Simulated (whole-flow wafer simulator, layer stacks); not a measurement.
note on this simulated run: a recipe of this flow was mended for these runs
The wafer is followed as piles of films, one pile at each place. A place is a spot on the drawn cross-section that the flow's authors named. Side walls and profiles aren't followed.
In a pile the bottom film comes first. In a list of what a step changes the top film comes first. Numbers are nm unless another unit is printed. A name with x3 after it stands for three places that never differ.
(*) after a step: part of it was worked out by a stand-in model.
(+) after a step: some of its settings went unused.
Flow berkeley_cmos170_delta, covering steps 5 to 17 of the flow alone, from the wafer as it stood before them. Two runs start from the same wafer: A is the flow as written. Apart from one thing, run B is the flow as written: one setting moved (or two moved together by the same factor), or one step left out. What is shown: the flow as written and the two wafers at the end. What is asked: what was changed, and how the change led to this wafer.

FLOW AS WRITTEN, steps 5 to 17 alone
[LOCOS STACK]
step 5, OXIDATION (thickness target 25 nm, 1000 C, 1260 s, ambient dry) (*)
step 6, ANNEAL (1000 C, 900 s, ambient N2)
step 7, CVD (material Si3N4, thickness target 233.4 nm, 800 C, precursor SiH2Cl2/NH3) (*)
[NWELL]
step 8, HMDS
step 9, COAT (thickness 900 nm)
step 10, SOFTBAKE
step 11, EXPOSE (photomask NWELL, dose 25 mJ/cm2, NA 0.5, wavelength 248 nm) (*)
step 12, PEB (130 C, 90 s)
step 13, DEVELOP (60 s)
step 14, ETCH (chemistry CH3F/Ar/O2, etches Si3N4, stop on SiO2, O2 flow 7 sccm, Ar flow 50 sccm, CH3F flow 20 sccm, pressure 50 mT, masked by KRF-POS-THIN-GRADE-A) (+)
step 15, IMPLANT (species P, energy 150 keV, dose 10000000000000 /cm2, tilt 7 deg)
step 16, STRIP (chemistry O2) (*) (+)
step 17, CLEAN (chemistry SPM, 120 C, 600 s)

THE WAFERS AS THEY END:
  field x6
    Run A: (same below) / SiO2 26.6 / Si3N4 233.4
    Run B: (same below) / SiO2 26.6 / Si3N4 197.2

What caused this: step 7, CVD: thickness target 197.2 nm was run, while the flow as written has thickness target 233.4 nm.
One can read it off the wafer: field x6 has Si3N4 197.2, and step 7 as written asks for 233.4 nm.

The path from the change to this, step by step:
  step 7, CVD (material Si3N4, thickness target 233.4 nm, 800 C, precursor SiH2Cl2/NH3) (*)
      field x6, sd_p x3: A Si3N4 gains 233.4 (new film) | B Si3N4 gains 197.2 (new film)
  step 14, ETCH (chemistry CH3F/Ar/O2, etches Si3N4, stop on SiO2, O2 flow 7 sccm, Ar flow 50 sccm, CH3F flow 20 sccm, pressure 50 mT, masked by KRF-POS-THIN-GRADE-A) (+)
      field x6: A KrF-resist loses 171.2 | B KrF-resist loses 147
      sd_p x3: A Si3N4 loses 233.4 (all of it), SiO2 loses 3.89 | B Si3N4 loses 197.2 (all of it), SiO2 loses 3.89
  step 16, STRIP (chemistry O2) (*) (+)
      field x6: A KrF-resist loses 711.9 (all of it) | B KrF-resist loses 736 (all of it)
